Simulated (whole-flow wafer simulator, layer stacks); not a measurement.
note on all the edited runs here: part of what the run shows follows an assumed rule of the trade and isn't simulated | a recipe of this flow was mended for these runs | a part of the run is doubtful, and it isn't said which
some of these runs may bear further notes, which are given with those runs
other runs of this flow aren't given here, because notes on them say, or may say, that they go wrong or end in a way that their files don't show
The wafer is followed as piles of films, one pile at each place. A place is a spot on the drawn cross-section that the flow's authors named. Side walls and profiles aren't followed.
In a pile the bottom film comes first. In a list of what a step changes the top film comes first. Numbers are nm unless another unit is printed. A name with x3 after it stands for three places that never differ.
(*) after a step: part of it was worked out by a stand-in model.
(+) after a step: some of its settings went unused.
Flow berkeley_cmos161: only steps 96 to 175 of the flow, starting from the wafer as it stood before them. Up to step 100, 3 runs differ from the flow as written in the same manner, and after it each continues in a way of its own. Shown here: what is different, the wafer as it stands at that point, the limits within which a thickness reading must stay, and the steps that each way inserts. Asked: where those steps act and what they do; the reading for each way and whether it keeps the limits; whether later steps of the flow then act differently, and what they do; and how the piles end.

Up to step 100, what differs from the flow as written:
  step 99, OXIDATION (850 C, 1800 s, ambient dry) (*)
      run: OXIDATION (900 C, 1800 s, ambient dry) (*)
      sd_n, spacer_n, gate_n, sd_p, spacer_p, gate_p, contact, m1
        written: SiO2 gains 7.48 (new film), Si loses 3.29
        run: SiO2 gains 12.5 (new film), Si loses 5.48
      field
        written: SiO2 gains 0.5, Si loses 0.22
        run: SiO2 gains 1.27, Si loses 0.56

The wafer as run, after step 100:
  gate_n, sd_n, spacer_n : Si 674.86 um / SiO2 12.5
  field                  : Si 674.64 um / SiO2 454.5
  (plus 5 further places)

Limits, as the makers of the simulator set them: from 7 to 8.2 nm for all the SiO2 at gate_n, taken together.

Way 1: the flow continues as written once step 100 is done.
  The reading taken after step 100 is 12.5 nm, which is outside the limits.
  Every later step of the flow that is run acts as written, at every place that is followed, to within 2% or 0.5 nm, whichever is larger.
  At spacer_n, gate_n, spacer_p, gate_p, the piles at the end differ from the flow's by more than 2% or 0.5 nm, whichever is larger.
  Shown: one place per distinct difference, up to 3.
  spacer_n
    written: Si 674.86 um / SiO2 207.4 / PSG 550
    way: Si 674.86 um / SiO2 212.4 / PSG 550
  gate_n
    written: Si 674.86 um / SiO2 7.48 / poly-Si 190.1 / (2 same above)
    way: Si 674.86 um / SiO2 12.5 / poly-Si 190.1 / (2 same above)

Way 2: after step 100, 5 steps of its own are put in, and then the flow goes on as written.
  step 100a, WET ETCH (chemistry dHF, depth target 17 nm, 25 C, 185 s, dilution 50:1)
      sd_n, spacer_n, gate_n, sd_p, spacer_p, gate_p, contact, m1
        SiO2 loses 12.5 (all of it)
      field
        SiO2 loses 17
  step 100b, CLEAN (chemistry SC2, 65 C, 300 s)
      sd_n, spacer_n, gate_n, sd_p, spacer_p, gate_p, contact, m1
        chemical SiO2 gains 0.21 (new film), Si loses 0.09
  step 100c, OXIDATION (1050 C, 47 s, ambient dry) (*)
      sd_n, spacer_n, gate_n, sd_p, spacer_p, gate_p, contact, m1
        SiO2 gains 7.5 (new film), chemical SiO2 loses 0.21 (all of it), Si loses 3.21
      field
        SiO2 gains 0.21, Si loses 0.09
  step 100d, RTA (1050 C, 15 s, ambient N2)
      leaves every film unchanged at each place that is followed
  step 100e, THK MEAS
      leaves every film unchanged at each place that is followed
  The reading taken after step 100e is 7.5 nm, which is within the limits.
  Later steps of the flow acting differently than as written (not shown: 30 more steps that differ only slightly, by at most 2% or 0.5 nm, whichever is larger):
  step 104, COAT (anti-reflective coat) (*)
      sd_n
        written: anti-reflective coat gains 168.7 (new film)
        way: anti-reflective coat gains 161 (new film)
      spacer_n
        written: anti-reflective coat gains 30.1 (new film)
        way: anti-reflective coat gains 32.4 (new film)
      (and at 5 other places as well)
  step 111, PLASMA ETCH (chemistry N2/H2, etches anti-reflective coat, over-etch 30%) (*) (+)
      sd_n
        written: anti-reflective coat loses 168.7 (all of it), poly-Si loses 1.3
        way: anti-reflective coat loses 161 (all of it), poly-Si loses 1.24
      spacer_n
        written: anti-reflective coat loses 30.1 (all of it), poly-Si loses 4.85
        way: anti-reflective coat loses 32.4 (all of it), poly-Si loses 4.54
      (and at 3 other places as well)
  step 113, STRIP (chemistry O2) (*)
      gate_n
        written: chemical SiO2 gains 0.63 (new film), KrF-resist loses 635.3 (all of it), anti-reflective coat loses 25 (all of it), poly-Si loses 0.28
        way: chemical SiO2 gains 0.63 (new film), KrF-resist loses 628 (all of it), anti-reflective coat loses 27.4 (all of it), poly-Si loses 0.28
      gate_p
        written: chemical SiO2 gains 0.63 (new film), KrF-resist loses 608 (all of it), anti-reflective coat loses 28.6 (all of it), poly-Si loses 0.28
        way: chemical SiO2 gains 0.63 (new film), KrF-resist loses 603.3 (all of it), anti-reflective coat loses 30.1 (all of it), poly-Si loses 0.28
  At field, the piles at the end differ from the flow's by more than 2% or 0.5 nm, whichever is larger.
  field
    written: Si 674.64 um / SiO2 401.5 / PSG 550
    way: Si 674.64 um / SiO2 385.5 / PSG 550

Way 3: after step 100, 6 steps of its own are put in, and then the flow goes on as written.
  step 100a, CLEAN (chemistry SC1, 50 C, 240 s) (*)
      field, sd_n, spacer_n and 6 more
        SiO2 loses 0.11
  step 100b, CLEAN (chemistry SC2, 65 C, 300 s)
      leaves every film unchanged at each place that is followed
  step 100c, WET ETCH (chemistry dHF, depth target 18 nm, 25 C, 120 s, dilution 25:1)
      sd_n, spacer_n, gate_n, sd_p, spacer_p, gate_p, contact, m1
        SiO2 loses 12.3 (all of it)
      field
        SiO2 loses 18
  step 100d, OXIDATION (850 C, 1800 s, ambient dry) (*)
      sd_n, spacer_n, gate_n, sd_p, spacer_p, gate_p, contact, m1
        SiO2 gains 7.48 (new film), Si loses 3.29
      field
        SiO2 gains 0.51, Si loses 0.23
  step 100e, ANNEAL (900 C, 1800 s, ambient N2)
      leaves every film unchanged at each place that is followed
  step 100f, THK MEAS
      leaves every film unchanged at each place that is followed
  The reading taken after step 100f is 7.48 nm, which is within the limits.
  Later steps of the flow acting differently than as written (not shown: 30 more steps that differ only slightly, by at most 2% or 0.5 nm, whichever is larger):
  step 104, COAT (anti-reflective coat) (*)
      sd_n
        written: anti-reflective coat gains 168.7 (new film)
        way: anti-reflective coat gains 160.3 (new film)
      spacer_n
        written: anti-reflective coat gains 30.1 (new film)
        way: anti-reflective coat gains 32.6 (new film)
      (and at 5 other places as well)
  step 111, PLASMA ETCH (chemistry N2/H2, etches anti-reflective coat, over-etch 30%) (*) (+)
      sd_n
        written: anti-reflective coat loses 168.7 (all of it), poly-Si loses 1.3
        way: anti-reflective coat loses 160.3 (all of it), poly-Si loses 1.23
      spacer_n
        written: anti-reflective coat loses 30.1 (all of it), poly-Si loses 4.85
        way: anti-reflective coat loses 32.6 (all of it), poly-Si loses 4.51
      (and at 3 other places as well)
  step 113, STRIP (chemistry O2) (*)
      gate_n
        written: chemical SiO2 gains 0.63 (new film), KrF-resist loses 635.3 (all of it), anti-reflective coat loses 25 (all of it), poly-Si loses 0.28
        way: chemical SiO2 gains 0.63 (new film), KrF-resist loses 627.4 (all of it), anti-reflective coat loses 27.6 (all of it), poly-Si loses 0.28
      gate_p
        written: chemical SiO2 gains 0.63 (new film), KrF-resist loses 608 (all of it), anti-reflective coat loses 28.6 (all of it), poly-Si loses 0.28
        way: chemical SiO2 gains 0.63 (new film), KrF-resist loses 602.9 (all of it), anti-reflective coat loses 30.3 (all of it), poly-Si loses 0.28
  At field, the piles at the end differ from the flow's by more than 2% or 0.5 nm, whichever is larger.
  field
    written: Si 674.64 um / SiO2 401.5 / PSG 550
    way: Si 674.64 um / SiO2 384.7 / PSG 550

Keeping within the limits: way 2, way 3. Outside them: way 1.
